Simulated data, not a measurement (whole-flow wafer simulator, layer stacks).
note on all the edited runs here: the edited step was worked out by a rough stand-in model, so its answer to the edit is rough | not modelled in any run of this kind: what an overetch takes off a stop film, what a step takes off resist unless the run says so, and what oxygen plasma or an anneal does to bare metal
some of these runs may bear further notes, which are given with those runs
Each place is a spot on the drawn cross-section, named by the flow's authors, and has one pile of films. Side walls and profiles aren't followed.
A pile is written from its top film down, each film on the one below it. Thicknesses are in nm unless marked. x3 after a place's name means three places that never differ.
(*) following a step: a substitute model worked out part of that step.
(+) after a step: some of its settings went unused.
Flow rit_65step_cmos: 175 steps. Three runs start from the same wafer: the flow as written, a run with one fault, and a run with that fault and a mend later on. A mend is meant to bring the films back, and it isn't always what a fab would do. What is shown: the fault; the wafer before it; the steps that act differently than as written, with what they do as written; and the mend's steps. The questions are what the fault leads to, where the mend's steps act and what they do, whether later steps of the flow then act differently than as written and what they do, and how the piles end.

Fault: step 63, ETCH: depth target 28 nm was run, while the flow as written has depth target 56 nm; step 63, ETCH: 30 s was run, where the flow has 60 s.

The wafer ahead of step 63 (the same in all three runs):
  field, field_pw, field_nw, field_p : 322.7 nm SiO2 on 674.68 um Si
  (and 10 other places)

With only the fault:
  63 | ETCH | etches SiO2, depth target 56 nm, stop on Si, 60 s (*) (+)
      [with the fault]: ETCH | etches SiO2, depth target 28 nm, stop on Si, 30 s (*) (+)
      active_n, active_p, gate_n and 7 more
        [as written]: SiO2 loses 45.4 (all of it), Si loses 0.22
        [with the fault]: SiO2 loses 28
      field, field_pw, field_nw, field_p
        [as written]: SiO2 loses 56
        [with the fault]: SiO2 loses 28
  Steps further on in the flow that do not act as written (39 other steps are not shown; they differ only slightly, by no more than 2% or 0.5 nm, whichever is larger):
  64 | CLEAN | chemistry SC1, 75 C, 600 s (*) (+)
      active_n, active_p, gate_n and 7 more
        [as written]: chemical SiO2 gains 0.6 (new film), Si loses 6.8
        [with the fault]: SiO2 loses 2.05
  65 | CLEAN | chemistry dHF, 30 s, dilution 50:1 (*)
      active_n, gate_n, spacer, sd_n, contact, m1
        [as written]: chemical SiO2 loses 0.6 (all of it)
        [with the fault]: SiO2 loses 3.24
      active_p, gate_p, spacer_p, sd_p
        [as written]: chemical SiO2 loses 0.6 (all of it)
        [with the fault]: SiO2 loses 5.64
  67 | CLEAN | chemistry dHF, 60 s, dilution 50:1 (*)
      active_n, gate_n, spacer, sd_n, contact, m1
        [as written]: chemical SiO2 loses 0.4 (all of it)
        [with the fault]: SiO2 loses 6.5
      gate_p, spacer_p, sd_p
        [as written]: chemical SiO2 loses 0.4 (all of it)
        [with the fault]: SiO2 loses 9.74 (all of it)
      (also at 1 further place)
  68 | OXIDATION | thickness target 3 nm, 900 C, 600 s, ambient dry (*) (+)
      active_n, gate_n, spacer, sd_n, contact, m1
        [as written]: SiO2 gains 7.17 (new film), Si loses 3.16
        [with the fault]: SiO2 gains 5.17, Si loses 2.28
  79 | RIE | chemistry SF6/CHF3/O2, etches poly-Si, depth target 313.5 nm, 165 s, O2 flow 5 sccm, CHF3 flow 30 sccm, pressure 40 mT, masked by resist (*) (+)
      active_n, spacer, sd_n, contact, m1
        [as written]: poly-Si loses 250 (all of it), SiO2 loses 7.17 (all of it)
        [with the fault]: poly-Si loses 250 (all of it), SiO2 loses 10.8 (all of it)
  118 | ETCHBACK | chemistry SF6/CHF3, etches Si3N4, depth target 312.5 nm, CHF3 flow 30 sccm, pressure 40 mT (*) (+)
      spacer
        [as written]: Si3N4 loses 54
        [with the fault]: Si3N4 loses 50.4
  The piles end different from the flow's at field, field_pw, field_nw, field_p, gate_n by more than 2% or 0.5 nm, whichever is larger.
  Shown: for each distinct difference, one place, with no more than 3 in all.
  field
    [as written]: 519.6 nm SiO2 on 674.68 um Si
    [with the fault]: 547.4 nm SiO2 on 674.68 um Si
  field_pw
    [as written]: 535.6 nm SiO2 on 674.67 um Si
    [with the fault]: 563.4 nm SiO2 on 674.67 um Si
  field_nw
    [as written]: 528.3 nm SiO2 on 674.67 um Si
    [with the fault]: 556.2 nm SiO2 on 674.67 um Si

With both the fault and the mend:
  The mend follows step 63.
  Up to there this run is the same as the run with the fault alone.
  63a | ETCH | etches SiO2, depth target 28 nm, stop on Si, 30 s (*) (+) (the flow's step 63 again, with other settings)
      active_n, active_p, gate_n and 7 more
        SiO2 loses 17.4 (all of it)
      field, field_pw, field_nw, field_p
        SiO2 loses 28
  Every later step of the flow that is run acts as written, at every place that is followed, to within 2% or 0.5 nm, whichever is larger.
  At the end the piles are close to the flow's at the places that both follow, differing by at most 2% or 0.5 nm, whichever is larger.
